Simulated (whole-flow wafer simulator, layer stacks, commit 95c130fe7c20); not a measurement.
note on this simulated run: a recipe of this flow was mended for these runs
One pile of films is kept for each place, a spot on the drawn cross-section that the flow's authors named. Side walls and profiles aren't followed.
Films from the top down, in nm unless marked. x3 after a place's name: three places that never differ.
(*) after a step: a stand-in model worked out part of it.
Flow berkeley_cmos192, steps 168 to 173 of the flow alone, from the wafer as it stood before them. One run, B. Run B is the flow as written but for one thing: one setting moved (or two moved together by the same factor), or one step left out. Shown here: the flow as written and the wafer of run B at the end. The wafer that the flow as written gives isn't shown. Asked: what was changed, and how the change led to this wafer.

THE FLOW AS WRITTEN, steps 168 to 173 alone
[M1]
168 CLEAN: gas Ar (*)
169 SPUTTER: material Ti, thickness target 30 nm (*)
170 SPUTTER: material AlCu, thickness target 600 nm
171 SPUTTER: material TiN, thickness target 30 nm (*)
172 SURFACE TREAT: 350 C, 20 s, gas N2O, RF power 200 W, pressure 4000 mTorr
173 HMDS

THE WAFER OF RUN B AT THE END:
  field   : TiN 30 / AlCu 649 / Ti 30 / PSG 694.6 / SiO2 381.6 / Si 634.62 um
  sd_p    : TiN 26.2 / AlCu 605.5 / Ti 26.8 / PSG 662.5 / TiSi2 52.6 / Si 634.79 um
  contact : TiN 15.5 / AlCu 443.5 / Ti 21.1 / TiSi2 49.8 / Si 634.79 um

The cause: step 170, SPUTTER: thickness target 649 nm was run, where the flow has thickness target 600 nm.
It can be read off the wafer: field has AlCu 649, and step 170 as written asks for 600 nm.

How the change led to this, step by step:
  170 SPUTTER: material AlCu, thickness target 600 nm
      field, sd_n, spacer_n, gate, spacer_p, gate_p, m1: AlCu +649 (new film) (as written it would be: AlCu +600 (new film))
      sd_p: AlCu +605.5 (new film) (as written it would be: AlCu +557.4 (new film))
      (and at 1 more place)
